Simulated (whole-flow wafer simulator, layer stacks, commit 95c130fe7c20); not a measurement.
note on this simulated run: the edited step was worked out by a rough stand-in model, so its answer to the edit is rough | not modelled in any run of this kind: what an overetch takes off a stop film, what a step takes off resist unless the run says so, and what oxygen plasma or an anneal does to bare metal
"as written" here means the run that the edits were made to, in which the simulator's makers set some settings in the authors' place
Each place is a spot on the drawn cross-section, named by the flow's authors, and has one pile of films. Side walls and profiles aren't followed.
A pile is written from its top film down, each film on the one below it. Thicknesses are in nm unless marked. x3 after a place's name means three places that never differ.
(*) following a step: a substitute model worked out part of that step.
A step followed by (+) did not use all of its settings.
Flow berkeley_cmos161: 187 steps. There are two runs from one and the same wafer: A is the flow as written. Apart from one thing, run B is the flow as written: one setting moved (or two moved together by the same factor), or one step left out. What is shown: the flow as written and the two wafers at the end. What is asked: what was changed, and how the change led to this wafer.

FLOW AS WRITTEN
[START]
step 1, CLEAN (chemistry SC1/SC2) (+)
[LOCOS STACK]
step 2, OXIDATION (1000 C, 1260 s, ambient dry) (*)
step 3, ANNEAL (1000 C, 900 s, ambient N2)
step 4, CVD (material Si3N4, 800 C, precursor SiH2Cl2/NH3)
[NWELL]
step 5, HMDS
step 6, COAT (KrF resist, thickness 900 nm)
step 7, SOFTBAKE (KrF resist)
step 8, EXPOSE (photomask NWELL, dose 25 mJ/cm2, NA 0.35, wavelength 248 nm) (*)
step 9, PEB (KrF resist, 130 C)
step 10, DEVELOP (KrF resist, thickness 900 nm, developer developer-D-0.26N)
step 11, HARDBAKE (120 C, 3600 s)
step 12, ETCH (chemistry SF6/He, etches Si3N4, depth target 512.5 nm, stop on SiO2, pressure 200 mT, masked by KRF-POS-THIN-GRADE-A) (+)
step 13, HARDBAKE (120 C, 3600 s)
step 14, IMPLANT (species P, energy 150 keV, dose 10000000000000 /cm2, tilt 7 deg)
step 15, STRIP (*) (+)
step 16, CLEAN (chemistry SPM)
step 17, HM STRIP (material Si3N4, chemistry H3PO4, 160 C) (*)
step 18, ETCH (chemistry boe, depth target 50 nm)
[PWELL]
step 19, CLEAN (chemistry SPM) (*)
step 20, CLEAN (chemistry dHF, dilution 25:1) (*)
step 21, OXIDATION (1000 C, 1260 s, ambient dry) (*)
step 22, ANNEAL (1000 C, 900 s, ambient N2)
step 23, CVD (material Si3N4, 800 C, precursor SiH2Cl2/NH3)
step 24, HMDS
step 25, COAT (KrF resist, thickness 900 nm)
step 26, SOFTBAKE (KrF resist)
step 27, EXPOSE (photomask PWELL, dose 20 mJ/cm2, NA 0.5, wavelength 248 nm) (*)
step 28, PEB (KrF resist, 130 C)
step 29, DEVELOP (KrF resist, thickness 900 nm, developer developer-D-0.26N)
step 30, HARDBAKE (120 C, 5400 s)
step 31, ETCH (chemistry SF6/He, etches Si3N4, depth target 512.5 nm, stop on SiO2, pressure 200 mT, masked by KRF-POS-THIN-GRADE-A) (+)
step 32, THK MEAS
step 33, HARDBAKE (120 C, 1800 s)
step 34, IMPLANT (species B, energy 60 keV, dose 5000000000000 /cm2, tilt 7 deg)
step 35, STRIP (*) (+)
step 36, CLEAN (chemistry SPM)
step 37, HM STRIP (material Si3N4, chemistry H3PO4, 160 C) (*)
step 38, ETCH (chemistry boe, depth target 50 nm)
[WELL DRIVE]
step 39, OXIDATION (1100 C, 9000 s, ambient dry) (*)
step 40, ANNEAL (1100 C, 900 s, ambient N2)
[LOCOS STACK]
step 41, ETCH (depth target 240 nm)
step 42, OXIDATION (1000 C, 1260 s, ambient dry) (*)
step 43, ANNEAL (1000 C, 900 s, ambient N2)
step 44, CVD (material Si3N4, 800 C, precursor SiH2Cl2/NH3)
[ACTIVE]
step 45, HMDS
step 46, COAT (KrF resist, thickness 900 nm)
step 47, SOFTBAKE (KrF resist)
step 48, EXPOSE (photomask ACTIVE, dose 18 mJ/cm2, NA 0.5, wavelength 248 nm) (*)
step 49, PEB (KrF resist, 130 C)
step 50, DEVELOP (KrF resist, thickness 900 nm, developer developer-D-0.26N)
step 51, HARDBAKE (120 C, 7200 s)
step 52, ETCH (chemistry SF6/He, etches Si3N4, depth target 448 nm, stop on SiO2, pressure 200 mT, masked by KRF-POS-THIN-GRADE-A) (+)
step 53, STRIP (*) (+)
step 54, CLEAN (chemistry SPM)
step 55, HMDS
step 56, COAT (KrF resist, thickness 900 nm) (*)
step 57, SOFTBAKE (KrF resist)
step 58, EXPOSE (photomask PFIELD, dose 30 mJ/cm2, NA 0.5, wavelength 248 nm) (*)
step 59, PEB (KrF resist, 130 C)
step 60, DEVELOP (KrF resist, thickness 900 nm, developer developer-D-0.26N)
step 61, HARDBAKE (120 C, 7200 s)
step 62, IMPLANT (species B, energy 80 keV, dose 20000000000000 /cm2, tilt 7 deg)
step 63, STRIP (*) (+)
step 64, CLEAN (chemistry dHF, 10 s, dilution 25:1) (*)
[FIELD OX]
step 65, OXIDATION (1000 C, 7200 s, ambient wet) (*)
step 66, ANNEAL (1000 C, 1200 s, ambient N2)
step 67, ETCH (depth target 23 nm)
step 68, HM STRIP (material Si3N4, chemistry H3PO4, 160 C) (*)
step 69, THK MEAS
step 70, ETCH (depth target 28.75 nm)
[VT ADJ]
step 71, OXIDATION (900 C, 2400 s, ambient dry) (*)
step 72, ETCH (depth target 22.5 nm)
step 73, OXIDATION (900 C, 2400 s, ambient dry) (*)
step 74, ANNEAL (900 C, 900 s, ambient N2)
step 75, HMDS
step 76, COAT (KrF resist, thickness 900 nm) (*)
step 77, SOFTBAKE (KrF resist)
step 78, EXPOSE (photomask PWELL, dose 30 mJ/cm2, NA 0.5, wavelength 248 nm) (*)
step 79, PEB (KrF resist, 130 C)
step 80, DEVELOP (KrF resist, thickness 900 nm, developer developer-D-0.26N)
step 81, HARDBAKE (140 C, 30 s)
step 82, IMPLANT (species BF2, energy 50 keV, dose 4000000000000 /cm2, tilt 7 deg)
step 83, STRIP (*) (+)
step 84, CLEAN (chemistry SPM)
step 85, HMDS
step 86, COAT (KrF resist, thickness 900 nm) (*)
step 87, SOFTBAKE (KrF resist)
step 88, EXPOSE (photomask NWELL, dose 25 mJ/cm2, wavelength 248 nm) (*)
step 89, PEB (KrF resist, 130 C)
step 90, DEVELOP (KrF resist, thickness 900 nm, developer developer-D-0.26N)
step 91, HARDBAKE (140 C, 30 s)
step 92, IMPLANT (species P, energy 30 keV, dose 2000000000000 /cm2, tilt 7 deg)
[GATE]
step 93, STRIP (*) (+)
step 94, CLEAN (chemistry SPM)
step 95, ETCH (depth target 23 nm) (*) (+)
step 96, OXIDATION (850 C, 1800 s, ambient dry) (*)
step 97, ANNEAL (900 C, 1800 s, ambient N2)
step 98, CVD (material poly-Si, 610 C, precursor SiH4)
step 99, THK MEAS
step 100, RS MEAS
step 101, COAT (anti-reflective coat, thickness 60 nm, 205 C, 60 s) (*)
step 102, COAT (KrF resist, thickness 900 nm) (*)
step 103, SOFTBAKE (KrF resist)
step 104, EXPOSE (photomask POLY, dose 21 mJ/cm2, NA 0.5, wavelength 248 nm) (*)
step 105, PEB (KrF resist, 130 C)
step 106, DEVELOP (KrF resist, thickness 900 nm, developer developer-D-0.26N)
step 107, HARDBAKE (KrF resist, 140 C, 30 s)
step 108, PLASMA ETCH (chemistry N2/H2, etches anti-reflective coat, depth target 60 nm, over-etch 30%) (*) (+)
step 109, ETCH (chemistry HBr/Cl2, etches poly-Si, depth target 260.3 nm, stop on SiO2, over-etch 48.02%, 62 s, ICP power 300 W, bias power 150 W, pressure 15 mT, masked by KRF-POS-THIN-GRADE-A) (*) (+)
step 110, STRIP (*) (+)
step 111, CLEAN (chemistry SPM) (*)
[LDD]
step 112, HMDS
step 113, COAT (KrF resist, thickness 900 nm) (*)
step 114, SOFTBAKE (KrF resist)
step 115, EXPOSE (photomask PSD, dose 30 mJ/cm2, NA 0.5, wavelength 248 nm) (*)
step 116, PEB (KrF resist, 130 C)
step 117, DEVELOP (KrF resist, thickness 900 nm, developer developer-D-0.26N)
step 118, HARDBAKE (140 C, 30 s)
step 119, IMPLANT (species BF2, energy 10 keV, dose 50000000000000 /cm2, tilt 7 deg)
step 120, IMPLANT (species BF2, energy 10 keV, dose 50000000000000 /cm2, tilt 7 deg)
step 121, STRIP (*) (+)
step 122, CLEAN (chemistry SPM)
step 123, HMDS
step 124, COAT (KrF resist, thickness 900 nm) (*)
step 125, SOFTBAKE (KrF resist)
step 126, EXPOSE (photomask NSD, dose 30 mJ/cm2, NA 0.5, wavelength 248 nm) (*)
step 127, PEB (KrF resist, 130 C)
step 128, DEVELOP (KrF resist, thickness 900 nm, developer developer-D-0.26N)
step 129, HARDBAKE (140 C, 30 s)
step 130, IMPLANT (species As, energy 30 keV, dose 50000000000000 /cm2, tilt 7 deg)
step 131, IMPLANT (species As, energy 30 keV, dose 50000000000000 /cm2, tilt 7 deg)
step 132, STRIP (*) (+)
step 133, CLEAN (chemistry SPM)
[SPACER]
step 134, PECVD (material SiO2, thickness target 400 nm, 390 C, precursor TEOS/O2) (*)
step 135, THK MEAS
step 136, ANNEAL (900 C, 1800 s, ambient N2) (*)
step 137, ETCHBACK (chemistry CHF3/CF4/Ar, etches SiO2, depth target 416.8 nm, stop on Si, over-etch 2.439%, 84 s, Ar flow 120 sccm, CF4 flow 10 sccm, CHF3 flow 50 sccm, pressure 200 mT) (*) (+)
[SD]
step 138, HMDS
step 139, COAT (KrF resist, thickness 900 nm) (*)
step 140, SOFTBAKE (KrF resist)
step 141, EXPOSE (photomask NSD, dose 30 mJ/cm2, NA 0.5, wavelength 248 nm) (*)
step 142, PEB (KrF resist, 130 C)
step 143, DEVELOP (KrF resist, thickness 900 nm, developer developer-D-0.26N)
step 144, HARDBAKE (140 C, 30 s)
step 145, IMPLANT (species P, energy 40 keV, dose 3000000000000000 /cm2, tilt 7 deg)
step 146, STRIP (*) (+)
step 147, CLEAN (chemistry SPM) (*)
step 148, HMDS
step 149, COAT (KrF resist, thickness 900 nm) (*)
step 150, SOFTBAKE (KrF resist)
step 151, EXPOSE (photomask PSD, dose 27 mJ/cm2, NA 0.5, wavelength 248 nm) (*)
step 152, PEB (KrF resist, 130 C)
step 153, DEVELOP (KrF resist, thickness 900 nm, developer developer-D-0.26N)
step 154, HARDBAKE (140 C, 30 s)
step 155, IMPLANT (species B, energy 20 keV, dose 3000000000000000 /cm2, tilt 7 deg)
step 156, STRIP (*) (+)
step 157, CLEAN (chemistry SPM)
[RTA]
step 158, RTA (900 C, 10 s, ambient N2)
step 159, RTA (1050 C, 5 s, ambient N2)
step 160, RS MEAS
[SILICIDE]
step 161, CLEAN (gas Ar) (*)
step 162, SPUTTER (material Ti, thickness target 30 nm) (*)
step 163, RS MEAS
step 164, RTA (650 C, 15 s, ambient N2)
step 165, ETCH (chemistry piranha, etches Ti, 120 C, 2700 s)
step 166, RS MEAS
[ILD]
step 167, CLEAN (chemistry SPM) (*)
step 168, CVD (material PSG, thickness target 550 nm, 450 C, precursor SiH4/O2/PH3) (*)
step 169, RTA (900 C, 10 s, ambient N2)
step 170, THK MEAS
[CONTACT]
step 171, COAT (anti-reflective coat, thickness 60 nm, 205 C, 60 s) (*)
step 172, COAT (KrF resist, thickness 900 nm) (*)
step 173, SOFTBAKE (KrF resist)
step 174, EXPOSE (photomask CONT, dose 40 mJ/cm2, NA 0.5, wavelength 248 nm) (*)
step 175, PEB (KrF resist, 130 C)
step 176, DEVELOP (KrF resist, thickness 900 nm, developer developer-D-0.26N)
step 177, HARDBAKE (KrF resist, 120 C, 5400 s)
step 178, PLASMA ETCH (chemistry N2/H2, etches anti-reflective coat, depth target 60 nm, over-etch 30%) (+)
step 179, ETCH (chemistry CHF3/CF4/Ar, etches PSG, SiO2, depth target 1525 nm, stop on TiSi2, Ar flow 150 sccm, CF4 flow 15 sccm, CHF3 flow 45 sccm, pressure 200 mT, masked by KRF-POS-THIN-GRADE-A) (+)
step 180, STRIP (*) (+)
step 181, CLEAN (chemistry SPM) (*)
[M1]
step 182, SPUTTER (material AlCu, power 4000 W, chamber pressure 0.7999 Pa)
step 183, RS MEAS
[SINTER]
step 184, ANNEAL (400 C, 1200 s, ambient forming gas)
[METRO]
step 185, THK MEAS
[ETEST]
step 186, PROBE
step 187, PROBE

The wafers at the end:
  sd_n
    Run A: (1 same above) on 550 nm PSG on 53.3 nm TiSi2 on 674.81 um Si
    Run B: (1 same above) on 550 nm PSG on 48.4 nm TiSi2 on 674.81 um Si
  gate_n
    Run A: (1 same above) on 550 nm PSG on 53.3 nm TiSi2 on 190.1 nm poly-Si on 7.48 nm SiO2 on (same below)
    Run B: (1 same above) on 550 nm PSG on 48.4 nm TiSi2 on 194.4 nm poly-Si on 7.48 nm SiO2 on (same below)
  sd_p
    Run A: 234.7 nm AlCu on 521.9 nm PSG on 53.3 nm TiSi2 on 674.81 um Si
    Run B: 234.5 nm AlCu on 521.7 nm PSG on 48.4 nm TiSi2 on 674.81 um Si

The reason: step 162, SPUTTER: thickness target 27 nm was run, whereas the flow has thickness target 30 nm.

The path from the change to this, step by step:
  step 162, SPUTTER (material Ti, thickness target 30 nm) (*)
      field, sd_n, spacer_n and 6 more: A +30 Ti (new film) | B +27 Ti (new film)
  step 164, RTA (650 C, 15 s, ambient N2)
      sd_n, sd_p, contact, m1: A -23.4 Ti, +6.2 TiSi first (new film), +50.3 TiSi2 C49 (new film), -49 Si | B -21.1 Ti, +0.4 TiSi first (new film), +53 TiSi2 C49 (new film), -47.5 Si
      gate_n, gate_p: A -23.4 Ti, +6.2 TiSi first (new film), +50.3 TiSi2 C49 (new film), -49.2 poly-Si | B -21.1 Ti, +0.4 TiSi first (new film), +53 TiSi2 C49 (new film), -47.7 poly-Si
  step 165, ETCH (chemistry piranha, etches Ti, 120 C, 2700 s)
      sd_n, gate_n, sd_p, gate_p, contact, m1: A -6.6 Ti (all of it), -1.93 TiSi first | B -5.94 Ti (all of it), -0.4 TiSi first (all of it), -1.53 TiSi2 C49
      field, spacer_n, spacer_p: A -30 Ti (all of it) | B -27 Ti (all of it)
  step 169, RTA (900 C, 10 s, ambient N2)
      sd_n, sd_p, contact, m1: A under 1 film: +53.3 TiSi2 (new film), -4.27 TiSi first (all of it), -50.3 TiSi2 C49 (all of it), -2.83 Si | B under 1 film: +48.4 TiSi2 (new film), -51.4 TiSi2 C49 (all of it)
      gate_n, gate_p: A under 1 film: +53.3 TiSi2 (new film), -4.27 TiSi first (all of it), -50.3 TiSi2 C49 (all of it), -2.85 poly-Si | B under 1 film: +48.4 TiSi2 (new film), -51.4 TiSi2 C49 (all of it)
